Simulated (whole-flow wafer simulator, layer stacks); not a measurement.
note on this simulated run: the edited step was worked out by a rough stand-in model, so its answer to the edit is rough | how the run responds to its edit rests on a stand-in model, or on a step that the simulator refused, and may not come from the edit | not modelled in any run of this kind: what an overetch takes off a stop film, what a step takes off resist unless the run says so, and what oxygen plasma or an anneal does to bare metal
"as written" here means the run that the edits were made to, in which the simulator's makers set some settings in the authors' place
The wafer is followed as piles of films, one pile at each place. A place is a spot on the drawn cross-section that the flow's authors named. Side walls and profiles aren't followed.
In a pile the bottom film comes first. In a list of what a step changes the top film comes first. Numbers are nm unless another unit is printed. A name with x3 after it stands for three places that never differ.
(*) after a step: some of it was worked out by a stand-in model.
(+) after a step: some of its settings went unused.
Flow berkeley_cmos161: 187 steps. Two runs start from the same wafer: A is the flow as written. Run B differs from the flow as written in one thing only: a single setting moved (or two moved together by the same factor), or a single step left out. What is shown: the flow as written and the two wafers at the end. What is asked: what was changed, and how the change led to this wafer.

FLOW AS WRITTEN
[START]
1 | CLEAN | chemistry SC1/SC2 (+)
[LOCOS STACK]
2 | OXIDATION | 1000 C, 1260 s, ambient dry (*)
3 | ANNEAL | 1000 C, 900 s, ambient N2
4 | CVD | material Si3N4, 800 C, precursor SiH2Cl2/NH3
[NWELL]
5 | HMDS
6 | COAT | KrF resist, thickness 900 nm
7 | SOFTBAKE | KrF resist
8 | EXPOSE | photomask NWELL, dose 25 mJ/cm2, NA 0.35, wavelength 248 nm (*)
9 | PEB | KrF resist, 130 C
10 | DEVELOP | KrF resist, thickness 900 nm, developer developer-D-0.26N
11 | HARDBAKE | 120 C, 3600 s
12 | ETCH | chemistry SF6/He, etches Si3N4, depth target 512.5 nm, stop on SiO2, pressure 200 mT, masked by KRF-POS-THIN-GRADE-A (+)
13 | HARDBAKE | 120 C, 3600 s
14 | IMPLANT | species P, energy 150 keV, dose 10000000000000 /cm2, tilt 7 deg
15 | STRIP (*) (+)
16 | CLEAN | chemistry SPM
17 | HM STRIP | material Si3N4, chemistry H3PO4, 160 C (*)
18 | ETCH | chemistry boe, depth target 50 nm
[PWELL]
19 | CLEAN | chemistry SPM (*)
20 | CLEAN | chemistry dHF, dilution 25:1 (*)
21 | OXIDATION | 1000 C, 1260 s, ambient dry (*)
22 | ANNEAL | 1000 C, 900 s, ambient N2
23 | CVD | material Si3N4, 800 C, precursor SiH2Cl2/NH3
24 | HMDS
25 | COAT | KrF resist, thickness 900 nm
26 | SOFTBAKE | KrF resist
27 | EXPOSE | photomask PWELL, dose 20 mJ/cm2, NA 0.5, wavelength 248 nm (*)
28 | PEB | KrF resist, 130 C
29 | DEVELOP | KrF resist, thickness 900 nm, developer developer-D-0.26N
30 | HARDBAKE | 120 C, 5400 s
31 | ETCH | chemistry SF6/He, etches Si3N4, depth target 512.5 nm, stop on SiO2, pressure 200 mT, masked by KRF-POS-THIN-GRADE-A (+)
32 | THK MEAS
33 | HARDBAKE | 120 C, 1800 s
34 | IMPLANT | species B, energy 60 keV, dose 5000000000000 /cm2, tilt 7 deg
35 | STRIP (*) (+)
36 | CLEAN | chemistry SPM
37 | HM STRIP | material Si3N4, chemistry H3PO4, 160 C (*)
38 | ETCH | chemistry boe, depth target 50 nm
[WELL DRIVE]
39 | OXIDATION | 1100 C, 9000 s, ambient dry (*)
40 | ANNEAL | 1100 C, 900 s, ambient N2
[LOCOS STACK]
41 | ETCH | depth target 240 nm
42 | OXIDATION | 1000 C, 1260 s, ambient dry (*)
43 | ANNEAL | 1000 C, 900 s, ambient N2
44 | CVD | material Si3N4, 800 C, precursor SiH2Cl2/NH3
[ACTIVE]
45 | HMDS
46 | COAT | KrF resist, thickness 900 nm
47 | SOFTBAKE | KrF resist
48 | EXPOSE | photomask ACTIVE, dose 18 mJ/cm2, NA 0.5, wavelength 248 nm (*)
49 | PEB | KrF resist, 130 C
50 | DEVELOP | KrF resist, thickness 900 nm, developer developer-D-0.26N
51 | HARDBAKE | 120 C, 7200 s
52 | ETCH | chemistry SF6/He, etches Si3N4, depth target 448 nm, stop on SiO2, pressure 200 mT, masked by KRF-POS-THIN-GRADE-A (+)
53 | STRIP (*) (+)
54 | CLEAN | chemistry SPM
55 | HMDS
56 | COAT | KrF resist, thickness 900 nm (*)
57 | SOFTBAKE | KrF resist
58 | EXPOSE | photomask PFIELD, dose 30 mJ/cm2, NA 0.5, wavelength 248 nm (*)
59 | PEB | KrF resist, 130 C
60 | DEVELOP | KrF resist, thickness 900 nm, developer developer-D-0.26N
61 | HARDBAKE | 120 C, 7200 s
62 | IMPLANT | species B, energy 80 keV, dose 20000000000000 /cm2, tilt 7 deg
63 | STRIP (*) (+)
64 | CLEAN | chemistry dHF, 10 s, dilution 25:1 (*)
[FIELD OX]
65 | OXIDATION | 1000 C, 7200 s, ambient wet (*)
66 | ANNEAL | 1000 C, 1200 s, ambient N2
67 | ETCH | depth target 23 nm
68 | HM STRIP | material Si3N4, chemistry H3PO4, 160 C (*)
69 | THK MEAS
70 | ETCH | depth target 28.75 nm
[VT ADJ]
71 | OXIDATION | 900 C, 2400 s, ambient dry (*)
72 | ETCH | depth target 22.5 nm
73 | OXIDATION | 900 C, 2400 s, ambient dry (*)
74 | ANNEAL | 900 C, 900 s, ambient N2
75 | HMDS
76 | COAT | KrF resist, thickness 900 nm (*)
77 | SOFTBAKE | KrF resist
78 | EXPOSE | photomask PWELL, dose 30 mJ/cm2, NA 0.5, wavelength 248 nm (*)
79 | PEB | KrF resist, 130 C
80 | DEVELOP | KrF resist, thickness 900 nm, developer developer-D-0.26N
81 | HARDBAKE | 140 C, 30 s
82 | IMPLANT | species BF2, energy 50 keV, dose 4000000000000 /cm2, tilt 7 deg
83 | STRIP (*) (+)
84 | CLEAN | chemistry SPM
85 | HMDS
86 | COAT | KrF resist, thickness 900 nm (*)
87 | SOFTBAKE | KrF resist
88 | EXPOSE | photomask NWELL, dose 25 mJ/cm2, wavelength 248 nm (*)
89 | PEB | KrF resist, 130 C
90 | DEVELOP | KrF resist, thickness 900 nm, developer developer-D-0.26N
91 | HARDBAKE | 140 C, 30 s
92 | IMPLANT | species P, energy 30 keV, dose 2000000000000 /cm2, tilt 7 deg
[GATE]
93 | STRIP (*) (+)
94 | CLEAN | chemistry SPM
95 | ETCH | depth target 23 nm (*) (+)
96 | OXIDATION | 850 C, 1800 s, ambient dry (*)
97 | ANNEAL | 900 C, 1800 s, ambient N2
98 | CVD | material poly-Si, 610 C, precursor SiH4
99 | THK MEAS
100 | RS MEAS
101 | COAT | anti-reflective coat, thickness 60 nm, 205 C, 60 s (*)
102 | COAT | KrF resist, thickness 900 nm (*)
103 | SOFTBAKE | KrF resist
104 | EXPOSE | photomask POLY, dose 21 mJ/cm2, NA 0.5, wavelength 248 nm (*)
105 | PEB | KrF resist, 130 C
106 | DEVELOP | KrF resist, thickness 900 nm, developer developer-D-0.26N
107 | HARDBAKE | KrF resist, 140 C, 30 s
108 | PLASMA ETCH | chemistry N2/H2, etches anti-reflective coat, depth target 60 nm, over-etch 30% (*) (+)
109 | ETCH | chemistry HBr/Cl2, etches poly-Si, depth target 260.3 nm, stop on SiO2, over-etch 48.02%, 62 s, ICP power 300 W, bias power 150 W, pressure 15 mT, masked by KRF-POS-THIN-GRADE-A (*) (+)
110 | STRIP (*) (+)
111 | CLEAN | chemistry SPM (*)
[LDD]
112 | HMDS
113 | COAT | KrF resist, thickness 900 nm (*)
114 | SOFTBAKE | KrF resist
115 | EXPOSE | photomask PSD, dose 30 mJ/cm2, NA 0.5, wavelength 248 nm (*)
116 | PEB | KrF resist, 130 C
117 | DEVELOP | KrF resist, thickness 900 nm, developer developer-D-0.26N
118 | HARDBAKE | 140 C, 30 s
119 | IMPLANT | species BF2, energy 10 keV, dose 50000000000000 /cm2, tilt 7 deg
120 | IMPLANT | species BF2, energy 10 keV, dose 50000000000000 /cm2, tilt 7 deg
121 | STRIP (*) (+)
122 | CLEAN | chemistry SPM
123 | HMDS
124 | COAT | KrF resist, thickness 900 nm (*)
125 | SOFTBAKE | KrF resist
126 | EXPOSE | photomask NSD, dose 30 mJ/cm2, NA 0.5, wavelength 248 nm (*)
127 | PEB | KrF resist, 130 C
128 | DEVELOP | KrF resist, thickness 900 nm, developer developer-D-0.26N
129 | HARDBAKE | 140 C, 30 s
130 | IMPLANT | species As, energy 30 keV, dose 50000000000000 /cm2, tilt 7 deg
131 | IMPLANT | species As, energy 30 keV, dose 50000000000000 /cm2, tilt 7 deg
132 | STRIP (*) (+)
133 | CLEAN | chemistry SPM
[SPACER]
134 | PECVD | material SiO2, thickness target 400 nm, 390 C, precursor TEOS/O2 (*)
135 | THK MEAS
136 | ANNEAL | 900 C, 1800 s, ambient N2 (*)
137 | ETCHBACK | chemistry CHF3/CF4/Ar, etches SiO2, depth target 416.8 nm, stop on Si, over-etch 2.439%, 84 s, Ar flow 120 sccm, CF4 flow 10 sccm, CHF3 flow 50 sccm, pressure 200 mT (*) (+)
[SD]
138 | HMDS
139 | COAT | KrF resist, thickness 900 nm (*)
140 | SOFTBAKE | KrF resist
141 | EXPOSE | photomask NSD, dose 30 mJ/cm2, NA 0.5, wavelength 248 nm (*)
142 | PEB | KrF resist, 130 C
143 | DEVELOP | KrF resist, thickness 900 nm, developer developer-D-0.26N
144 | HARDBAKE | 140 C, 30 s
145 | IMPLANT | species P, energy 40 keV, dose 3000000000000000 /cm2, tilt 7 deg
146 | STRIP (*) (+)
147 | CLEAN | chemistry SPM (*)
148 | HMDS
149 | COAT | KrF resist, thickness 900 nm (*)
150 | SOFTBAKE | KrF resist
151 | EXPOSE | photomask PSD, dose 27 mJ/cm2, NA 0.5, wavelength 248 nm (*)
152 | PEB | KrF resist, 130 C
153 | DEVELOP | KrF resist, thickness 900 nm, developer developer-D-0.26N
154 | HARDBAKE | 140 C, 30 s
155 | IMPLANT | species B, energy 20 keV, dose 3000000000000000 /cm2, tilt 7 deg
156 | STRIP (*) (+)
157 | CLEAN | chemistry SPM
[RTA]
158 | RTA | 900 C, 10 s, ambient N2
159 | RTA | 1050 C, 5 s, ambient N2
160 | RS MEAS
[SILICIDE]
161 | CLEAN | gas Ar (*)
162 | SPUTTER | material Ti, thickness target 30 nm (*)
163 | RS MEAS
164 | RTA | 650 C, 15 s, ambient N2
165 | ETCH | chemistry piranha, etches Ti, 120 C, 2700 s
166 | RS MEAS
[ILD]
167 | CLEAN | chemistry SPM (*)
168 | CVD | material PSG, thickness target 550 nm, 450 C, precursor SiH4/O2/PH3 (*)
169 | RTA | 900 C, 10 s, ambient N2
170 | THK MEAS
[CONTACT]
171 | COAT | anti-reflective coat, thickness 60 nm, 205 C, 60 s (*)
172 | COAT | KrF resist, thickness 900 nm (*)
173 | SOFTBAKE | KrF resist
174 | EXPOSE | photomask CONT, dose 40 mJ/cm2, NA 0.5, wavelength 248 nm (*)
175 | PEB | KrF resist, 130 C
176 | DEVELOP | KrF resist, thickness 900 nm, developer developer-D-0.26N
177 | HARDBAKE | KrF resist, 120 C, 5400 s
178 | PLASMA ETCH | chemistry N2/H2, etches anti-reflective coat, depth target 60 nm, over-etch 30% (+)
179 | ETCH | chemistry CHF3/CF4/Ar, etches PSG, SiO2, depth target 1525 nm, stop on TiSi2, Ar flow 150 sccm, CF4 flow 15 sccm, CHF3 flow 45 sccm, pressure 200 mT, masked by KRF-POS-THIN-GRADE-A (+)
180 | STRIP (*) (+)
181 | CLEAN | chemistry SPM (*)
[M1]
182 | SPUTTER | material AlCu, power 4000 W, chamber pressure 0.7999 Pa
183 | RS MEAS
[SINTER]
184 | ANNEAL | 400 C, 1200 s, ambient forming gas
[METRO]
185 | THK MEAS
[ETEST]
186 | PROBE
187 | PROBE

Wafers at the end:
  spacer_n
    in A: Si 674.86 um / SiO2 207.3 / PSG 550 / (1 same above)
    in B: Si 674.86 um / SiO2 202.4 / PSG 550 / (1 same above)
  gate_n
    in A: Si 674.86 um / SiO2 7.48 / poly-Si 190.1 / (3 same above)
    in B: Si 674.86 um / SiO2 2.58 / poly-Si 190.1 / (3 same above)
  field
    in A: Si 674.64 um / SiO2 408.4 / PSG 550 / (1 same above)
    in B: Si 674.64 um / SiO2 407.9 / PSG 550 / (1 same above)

What caused this: step 96, OXIDATION: 722 C was run, though the flow has 850 C.

The path from the change to this, step by step:
  96 | OXIDATION | 850 C, 1800 s, ambient dry (*)
      sd_n, spacer_n, gate_n, sd_p, spacer_p, gate_p, contact, m1: A +7.48 SiO2 (new film), -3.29 Si | B +2.58 SiO2 (new film), -1.13 Si
